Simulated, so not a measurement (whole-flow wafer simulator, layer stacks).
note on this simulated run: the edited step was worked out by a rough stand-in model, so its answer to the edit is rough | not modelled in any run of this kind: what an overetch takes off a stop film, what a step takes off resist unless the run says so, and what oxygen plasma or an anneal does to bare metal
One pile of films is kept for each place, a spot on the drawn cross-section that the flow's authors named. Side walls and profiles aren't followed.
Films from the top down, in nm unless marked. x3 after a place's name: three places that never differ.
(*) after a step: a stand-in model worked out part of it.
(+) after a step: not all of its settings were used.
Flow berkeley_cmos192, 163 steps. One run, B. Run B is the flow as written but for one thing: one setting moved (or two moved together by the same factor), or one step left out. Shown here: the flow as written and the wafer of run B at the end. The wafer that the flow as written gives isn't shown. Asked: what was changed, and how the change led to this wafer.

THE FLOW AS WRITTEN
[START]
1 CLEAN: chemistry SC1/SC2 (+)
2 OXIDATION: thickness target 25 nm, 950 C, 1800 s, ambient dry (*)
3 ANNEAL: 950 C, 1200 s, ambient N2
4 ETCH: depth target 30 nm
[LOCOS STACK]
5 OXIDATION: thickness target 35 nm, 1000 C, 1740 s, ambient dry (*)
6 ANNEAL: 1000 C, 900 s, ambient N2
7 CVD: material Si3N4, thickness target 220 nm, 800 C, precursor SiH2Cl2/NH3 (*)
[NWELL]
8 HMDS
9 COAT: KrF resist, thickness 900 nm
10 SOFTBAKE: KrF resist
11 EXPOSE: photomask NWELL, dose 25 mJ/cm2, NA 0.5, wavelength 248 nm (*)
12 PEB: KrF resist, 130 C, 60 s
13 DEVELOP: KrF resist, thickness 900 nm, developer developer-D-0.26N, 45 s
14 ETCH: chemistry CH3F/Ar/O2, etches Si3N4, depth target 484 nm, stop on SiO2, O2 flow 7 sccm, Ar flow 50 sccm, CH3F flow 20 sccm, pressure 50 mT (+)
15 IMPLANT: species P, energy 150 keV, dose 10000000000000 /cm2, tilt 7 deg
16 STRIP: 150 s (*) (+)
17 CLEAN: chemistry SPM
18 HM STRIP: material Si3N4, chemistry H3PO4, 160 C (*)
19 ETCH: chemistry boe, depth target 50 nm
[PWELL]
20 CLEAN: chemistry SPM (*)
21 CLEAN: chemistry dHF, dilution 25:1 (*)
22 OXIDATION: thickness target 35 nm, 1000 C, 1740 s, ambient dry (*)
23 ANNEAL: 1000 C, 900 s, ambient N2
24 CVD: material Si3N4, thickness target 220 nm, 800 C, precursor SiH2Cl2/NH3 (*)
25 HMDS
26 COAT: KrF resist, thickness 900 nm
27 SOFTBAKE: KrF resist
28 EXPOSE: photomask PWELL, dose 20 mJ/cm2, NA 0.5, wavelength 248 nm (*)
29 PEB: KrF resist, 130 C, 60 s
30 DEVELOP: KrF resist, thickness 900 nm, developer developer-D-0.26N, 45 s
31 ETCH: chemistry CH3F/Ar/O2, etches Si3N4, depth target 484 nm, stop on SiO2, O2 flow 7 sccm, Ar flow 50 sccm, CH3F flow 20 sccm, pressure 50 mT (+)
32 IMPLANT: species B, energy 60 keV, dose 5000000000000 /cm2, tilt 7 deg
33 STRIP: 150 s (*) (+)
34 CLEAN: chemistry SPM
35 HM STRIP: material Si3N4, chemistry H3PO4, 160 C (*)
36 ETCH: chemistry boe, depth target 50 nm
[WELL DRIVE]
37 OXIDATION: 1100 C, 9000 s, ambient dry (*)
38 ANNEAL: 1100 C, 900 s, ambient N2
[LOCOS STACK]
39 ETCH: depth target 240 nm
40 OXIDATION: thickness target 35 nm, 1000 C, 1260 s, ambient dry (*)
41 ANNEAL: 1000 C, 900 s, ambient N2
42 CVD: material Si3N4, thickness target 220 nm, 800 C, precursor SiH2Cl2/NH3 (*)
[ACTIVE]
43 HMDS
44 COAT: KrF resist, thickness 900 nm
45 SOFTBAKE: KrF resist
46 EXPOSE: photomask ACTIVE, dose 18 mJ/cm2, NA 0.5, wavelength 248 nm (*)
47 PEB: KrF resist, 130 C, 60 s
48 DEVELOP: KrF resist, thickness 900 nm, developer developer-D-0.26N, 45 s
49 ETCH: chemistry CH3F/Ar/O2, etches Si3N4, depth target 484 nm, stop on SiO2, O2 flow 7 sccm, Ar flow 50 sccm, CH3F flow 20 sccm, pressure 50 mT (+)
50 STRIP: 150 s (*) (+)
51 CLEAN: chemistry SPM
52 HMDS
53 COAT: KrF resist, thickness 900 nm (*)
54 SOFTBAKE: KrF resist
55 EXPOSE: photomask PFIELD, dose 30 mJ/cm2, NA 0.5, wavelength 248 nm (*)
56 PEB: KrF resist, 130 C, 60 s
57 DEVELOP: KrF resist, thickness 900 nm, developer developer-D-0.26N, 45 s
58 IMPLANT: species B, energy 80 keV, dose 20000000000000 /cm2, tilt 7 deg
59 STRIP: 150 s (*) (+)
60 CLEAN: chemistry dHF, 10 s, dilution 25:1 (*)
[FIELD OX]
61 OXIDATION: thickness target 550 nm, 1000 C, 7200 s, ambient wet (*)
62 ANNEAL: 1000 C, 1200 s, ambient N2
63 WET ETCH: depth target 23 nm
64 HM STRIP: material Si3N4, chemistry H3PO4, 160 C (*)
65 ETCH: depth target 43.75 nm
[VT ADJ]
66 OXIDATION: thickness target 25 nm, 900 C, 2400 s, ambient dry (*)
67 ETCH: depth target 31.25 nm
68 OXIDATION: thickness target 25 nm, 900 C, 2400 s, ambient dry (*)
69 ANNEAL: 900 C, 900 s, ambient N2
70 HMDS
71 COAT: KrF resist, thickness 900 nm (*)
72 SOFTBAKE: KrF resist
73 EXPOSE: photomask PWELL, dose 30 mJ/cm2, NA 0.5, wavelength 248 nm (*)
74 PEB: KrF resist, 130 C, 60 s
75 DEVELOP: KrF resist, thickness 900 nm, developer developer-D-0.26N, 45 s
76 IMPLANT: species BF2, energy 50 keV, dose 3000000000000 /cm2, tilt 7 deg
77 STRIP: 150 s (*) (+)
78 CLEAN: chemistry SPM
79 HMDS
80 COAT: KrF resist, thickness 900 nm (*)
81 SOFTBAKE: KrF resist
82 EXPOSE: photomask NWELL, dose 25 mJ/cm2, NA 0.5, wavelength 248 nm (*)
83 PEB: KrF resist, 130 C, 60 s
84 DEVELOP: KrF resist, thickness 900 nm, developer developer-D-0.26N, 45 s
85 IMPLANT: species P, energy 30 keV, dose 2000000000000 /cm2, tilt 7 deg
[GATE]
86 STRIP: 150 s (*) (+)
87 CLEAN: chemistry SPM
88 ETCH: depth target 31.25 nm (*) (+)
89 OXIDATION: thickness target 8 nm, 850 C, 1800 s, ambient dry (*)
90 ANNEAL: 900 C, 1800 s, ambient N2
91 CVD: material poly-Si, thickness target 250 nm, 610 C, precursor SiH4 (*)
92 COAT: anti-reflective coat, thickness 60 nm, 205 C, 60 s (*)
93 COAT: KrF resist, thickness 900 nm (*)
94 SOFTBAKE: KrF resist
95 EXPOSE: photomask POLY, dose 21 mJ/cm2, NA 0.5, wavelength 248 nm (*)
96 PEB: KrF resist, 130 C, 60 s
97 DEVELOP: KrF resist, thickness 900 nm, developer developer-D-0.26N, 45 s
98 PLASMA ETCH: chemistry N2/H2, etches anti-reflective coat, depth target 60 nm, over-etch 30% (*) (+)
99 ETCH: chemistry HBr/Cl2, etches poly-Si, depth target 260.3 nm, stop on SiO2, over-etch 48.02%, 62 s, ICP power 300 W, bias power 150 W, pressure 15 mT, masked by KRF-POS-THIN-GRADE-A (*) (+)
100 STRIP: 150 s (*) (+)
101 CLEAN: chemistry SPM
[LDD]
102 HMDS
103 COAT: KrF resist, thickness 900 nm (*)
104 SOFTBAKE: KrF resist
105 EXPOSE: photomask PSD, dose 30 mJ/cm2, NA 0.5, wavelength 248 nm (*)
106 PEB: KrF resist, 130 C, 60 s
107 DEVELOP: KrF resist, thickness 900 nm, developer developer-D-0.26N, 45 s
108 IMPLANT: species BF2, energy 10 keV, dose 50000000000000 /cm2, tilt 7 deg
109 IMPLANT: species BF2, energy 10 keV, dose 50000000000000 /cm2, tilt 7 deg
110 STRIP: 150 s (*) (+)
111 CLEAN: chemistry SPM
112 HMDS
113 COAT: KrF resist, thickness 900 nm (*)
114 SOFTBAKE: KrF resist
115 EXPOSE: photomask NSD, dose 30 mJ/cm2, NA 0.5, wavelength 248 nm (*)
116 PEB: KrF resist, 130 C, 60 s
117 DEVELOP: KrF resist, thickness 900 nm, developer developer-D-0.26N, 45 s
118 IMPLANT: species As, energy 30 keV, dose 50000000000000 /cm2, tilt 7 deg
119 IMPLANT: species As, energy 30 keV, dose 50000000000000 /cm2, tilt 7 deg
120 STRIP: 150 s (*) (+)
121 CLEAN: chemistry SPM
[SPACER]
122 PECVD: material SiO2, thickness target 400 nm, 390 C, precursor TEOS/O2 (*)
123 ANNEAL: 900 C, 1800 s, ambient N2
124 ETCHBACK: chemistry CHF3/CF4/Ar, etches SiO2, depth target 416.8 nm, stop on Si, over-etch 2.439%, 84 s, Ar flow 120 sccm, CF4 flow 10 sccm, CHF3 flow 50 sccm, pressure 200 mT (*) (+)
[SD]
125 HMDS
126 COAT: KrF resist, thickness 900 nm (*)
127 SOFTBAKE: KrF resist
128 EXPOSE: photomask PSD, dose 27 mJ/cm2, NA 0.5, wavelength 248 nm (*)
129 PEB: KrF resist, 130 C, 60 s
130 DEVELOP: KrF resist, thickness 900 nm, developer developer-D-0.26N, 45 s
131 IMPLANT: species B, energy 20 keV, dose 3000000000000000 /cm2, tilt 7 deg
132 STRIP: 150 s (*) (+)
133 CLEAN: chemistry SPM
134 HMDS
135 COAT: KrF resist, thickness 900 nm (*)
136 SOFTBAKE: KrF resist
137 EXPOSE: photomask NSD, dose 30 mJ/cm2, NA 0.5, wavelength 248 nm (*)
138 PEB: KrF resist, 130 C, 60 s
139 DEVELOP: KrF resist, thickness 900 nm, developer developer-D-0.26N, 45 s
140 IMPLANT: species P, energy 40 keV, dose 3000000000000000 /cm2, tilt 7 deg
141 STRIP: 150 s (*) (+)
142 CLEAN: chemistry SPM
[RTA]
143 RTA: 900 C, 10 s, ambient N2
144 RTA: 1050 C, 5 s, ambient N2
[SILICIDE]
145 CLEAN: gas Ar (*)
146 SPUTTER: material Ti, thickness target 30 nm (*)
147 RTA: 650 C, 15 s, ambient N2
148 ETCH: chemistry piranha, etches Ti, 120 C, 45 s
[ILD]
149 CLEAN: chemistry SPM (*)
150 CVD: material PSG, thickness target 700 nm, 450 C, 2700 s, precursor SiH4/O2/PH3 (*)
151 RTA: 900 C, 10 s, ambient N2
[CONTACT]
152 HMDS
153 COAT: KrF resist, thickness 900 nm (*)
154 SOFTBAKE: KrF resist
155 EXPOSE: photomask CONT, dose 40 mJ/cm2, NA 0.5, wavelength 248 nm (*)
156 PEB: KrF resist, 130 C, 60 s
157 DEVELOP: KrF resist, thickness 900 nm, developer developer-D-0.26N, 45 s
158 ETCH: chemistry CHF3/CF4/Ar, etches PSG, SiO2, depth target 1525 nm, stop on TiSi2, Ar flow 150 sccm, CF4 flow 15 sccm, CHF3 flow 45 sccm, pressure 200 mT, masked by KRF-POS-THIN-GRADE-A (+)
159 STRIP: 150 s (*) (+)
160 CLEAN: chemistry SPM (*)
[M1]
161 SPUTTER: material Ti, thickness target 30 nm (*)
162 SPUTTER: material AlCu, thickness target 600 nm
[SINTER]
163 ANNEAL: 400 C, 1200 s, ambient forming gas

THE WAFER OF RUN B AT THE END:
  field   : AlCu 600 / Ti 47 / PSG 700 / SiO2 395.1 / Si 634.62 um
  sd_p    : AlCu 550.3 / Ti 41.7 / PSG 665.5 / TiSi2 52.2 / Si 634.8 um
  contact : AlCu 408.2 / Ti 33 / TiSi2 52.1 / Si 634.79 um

The cause: step 161, SPUTTER: thickness target 47 nm was run, where the flow has thickness target 30 nm.
It can be read off the wafer: field has Ti 47, and step 161 as written asks for 30 nm.

How the change led to this, step by step:
  161 SPUTTER: material Ti, thickness target 30 nm (*)
      field, sd_n, spacer_n, gate, spacer_p, gate_p, m1: Ti +47 (new film) (as written it would be: Ti +30 (new film))
      sd_p: Ti +41.7 (new film) (as written it would be: Ti +26.6 (new film))
      (and at 1 more place)
